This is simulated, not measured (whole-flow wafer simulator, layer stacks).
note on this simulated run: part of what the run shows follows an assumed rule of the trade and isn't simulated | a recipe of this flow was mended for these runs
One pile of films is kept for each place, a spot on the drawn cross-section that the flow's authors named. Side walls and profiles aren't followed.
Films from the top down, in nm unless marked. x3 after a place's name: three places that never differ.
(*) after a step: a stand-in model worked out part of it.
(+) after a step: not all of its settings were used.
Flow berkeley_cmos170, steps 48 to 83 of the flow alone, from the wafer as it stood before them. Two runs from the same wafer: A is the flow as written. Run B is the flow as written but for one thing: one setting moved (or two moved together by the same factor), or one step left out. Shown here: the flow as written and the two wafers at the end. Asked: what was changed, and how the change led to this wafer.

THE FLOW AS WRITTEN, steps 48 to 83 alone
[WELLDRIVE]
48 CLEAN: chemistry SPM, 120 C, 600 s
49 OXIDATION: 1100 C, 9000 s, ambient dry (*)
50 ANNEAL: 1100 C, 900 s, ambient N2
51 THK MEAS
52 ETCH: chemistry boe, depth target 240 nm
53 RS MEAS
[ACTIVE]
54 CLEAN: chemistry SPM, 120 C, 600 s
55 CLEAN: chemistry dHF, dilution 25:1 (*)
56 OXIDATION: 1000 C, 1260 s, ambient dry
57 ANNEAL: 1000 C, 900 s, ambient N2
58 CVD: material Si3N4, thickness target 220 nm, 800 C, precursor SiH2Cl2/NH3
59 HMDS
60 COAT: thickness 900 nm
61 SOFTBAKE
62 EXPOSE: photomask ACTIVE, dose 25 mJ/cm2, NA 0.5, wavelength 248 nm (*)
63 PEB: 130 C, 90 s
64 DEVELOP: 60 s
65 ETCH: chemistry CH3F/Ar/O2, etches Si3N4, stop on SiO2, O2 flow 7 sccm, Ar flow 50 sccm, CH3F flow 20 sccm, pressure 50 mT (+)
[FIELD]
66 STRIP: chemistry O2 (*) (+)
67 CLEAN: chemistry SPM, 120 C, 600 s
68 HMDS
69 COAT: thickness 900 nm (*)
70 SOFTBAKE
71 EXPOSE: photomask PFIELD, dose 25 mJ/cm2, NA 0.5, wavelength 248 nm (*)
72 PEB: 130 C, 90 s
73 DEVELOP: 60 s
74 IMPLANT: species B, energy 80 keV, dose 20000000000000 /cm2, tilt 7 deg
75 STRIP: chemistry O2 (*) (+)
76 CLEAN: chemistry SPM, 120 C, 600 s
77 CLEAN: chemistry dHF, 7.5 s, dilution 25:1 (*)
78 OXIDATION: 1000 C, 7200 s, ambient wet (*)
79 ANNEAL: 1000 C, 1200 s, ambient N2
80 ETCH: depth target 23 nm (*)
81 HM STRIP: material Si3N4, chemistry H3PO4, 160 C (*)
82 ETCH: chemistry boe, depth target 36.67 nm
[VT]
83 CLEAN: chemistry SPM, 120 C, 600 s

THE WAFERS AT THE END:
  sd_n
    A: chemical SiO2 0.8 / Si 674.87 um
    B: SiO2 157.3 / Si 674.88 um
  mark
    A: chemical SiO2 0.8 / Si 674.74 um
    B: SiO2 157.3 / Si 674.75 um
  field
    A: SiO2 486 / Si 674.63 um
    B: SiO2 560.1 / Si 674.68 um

The cause: step 52, ETCH: chemistry boe, depth target 240 nm, was left out.

How the change led to this, step by step:
  54 CLEAN: chemistry SPM, 120 C, 600 s
      field, mark, sd_n and 10 more: A chemical SiO2 +0.8 (new film), Si -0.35 | B nothing
  55 CLEAN: chemistry dHF, dilution 25:1 (*)
      field, mark, sd_n and 10 more: A chemical SiO2 -0.8 (all of it) | B nothing
  56 OXIDATION: 1000 C, 1260 s, ambient dry
      field, mark, sd_n and 10 more: A SiO2 +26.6 (new film), Si -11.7 | B SiO2 +7.37, Si -3.24
  78 OXIDATION: 1000 C, 7200 s, ambient wet (*)
      sd_n, sd_p: A SiO2 +12.1 (new film), Si3N4 -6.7, SiO2 +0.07, Si -0.07 | B SiO2 +12.1 (new film), Si3N4 -6.7
      field: A SiO2 +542, Si -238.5 | B SiO2 +437.6, Si -192.6
  82 ETCH: chemistry boe, depth target 36.67 nm
      mark, sd_n, spacer_n and 9 more: A SiO2 -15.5 (all of it) | B SiO2 -36.7
  83 CLEAN: chemistry SPM, 120 C, 600 s
      mark, sd_n, spacer_n and 9 more: A chemical SiO2 +0.8 (new film), Si -0.35 | B nothing
